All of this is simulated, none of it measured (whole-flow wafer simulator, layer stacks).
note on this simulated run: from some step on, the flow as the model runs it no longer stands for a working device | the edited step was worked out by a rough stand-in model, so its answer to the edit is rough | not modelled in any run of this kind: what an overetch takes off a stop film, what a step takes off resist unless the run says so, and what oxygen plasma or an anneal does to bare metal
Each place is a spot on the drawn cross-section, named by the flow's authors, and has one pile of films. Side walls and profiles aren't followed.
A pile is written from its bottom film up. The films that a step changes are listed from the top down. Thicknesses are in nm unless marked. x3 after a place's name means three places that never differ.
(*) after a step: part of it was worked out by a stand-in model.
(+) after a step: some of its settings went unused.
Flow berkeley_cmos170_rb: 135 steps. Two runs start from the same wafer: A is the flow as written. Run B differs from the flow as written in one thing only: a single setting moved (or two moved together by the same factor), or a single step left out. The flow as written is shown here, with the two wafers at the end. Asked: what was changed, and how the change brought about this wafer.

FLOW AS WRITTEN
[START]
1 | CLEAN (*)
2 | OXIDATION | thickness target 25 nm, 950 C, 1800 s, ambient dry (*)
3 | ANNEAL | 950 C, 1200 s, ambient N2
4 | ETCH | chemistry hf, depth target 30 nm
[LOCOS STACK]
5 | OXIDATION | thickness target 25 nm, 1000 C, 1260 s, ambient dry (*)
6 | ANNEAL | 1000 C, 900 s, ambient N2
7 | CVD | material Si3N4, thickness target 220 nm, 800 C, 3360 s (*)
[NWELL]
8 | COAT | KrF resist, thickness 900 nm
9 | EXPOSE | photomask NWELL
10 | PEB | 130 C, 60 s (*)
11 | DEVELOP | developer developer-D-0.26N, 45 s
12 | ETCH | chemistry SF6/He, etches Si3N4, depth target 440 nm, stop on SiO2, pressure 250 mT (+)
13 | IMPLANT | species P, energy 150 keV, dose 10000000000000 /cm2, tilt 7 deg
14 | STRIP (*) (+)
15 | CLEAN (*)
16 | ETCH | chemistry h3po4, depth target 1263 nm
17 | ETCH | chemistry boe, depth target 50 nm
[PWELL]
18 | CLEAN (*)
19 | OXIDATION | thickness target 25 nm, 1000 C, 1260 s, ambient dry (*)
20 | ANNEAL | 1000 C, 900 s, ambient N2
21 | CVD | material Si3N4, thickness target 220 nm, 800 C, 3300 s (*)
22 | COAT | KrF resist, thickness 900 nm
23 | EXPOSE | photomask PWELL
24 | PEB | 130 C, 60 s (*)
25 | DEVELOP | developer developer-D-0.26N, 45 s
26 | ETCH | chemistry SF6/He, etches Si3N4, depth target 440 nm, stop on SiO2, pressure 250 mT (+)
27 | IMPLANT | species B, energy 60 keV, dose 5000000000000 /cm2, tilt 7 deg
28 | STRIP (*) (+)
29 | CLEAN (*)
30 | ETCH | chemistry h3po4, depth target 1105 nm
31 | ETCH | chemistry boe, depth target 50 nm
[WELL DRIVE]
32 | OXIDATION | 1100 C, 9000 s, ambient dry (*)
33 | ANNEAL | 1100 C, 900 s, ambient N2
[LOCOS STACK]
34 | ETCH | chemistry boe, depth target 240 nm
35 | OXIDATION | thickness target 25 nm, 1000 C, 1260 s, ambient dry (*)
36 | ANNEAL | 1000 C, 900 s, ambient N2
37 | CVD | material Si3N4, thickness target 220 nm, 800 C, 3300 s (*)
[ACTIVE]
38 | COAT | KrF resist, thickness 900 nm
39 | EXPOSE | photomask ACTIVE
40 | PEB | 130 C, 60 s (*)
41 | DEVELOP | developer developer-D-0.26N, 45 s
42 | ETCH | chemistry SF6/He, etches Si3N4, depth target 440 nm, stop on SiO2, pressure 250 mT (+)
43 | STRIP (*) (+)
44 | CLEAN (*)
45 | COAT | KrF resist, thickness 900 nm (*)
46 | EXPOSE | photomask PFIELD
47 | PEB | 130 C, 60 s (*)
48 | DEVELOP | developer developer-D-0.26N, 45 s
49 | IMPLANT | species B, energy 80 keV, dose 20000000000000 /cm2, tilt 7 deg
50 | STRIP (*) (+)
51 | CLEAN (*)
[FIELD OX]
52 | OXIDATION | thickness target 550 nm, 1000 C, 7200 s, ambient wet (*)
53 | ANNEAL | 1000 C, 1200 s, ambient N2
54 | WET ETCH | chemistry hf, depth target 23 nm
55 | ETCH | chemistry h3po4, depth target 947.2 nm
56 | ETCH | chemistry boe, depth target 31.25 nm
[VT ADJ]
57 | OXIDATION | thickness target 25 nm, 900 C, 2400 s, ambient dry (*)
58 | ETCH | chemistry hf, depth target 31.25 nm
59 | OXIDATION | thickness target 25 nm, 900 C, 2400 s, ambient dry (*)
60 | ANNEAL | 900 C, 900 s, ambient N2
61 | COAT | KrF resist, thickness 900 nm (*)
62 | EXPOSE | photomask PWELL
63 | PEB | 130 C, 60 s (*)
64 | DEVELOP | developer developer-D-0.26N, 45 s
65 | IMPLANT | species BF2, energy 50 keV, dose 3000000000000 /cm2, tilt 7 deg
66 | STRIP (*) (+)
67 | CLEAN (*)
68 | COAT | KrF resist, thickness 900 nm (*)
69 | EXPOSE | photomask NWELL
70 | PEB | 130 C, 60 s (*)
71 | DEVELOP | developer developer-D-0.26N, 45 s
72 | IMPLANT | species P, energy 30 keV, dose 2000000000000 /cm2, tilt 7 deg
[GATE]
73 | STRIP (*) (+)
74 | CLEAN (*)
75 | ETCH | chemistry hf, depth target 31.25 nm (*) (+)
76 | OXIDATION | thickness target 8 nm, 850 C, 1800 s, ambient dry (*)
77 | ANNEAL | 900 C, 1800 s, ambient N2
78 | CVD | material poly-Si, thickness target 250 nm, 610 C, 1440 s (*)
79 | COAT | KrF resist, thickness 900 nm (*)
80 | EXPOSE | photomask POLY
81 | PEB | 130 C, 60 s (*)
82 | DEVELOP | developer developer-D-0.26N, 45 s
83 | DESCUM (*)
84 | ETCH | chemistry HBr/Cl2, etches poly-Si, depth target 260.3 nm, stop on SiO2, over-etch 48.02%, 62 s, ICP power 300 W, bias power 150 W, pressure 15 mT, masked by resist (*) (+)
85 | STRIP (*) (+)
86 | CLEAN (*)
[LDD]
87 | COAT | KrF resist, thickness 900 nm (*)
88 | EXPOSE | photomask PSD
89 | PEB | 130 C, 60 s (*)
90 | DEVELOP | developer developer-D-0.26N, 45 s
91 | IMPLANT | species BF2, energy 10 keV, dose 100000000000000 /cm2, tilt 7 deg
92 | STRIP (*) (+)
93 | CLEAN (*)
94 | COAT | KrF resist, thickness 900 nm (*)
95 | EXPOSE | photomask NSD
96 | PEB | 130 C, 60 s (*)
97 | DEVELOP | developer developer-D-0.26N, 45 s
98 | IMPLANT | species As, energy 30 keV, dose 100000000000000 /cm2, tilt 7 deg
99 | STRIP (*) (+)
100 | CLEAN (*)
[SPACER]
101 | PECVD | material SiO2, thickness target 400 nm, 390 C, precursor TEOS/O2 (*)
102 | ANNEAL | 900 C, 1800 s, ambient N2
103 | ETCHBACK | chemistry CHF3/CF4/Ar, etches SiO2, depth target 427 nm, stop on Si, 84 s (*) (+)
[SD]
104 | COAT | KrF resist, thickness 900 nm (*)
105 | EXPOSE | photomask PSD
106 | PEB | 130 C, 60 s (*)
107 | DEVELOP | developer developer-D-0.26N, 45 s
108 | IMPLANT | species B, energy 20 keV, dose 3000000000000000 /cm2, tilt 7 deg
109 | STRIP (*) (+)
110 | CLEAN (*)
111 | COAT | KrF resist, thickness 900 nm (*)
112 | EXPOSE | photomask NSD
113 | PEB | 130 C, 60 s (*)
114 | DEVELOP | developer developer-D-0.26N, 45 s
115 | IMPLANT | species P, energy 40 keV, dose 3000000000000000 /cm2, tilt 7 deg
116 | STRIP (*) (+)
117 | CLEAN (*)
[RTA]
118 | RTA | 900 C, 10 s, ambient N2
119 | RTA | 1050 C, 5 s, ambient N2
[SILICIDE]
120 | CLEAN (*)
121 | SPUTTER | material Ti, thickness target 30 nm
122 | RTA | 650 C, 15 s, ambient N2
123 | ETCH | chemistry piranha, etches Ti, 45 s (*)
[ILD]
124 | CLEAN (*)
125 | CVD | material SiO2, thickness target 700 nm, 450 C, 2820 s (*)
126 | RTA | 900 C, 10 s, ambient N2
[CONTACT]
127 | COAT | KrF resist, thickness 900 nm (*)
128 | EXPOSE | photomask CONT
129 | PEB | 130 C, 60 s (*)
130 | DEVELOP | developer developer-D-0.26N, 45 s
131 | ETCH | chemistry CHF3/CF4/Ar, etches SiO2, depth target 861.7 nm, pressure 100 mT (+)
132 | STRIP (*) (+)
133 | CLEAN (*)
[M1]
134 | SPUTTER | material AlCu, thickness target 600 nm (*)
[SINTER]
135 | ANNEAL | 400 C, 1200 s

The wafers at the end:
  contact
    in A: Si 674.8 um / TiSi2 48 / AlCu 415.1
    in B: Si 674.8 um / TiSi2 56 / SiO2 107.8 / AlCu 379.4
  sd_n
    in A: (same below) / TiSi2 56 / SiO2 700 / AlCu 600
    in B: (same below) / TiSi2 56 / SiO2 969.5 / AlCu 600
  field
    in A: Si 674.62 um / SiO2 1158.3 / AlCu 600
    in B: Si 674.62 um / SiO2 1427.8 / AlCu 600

Cause: step 125, CVD: thickness target 969.5 nm was run, while the flow as written has thickness target 700 nm; step 125, CVD: 3906 s was run, where the flow has 2820 s.
The wafer itself shows it: sd_n has SiO2 969.5, and step 125 as written asks for 700 nm.

Step by step, how the change led to this:
  125 | CVD | material SiO2, thickness target 700 nm, 450 C, 2820 s (*)
      sd_n, gate, sd_p, gate_p, contact, m1: A SiO2 gains 700 (new film) | B SiO2 gains 969.5 (new film)
      field, spacer_n, spacer_p: A SiO2 gains 700 | B SiO2 gains 969.5
  131 | ETCH | chemistry CHF3/CF4/Ar, etches SiO2, depth target 861.7 nm, pressure 100 mT (+)
      contact: A SiO2 loses 700 (all of it), TiSi2 loses 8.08 | B SiO2 loses 861.7
  134 | SPUTTER | material AlCu, thickness target 600 nm (*)
      contact: A AlCu gains 415.1 (new film) | B AlCu gains 379.4 (new film)
